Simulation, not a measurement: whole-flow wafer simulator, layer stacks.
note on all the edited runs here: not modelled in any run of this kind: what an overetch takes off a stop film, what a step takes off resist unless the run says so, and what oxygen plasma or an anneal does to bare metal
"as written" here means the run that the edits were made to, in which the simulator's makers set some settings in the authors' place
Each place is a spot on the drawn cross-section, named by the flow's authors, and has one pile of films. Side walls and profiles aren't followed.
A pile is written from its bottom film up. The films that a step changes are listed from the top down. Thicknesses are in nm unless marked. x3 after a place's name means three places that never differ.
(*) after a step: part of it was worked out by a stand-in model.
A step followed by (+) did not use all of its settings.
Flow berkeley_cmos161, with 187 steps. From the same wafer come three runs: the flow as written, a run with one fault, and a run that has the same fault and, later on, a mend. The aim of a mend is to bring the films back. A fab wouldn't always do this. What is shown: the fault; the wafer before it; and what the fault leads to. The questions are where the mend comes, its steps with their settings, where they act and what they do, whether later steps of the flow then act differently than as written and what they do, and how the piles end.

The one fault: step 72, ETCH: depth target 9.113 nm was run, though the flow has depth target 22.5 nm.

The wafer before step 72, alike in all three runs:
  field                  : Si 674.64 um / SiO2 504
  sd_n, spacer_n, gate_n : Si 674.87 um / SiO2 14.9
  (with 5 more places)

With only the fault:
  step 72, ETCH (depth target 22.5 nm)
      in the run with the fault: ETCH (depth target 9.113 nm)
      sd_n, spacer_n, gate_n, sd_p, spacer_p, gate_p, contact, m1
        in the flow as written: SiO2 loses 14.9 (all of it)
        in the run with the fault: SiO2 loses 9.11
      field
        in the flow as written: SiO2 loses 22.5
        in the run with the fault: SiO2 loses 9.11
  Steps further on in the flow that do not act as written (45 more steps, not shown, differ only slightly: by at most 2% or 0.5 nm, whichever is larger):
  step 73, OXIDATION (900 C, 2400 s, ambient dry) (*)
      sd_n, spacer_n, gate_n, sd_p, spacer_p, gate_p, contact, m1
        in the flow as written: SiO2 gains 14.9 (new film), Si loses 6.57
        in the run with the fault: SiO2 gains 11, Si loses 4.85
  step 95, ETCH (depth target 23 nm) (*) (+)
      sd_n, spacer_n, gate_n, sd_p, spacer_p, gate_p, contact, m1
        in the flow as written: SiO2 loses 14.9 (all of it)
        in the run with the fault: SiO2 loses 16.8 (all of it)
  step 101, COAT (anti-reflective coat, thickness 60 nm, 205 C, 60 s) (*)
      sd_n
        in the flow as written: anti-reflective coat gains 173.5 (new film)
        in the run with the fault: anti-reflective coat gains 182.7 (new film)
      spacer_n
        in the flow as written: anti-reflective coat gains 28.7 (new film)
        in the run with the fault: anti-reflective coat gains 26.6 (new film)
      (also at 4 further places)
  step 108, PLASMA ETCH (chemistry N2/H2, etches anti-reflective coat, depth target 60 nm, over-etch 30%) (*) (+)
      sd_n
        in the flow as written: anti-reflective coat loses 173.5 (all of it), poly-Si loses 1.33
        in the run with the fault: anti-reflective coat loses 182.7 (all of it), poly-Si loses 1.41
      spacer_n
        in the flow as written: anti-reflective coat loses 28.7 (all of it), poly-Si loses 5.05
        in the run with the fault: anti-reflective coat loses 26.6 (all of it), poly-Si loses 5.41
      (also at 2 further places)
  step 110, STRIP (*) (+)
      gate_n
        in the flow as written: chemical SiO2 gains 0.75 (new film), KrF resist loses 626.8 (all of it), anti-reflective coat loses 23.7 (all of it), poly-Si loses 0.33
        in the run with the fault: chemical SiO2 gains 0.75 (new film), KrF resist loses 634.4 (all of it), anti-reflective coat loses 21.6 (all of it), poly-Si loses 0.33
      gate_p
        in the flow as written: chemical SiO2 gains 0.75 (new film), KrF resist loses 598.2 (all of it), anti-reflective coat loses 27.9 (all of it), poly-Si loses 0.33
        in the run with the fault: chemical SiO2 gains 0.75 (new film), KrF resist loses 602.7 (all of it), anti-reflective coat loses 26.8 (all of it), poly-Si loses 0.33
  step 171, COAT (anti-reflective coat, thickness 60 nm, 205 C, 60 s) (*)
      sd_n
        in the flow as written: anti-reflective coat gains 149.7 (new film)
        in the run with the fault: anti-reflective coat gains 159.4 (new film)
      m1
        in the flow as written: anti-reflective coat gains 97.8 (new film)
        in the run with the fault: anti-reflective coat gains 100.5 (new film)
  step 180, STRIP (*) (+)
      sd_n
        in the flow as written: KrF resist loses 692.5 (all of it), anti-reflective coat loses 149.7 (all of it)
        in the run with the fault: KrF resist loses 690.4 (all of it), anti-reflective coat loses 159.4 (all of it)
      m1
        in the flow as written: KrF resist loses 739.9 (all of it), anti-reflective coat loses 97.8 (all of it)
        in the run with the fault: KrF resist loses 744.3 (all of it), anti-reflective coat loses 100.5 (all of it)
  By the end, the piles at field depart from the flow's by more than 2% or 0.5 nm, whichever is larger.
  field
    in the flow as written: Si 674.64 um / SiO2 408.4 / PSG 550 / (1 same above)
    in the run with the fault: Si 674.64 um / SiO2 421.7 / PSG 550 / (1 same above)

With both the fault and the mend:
  The mend follows step 72.
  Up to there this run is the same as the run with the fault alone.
  step 72a, ETCH (depth target 13.39 nm) (a further turn of the flow's step 72, with different settings)
      sd_n, spacer_n, gate_n, sd_p, spacer_p, gate_p, contact, m1
        SiO2 loses 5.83 (all of it)
      field
        SiO2 loses 13.4
  Later steps of the flow that are run all act as written at every place that is followed, up to a difference of at most 2% or 0.5 nm, whichever is larger.
  By the end, the piles equal the flow's at every place that both follow.
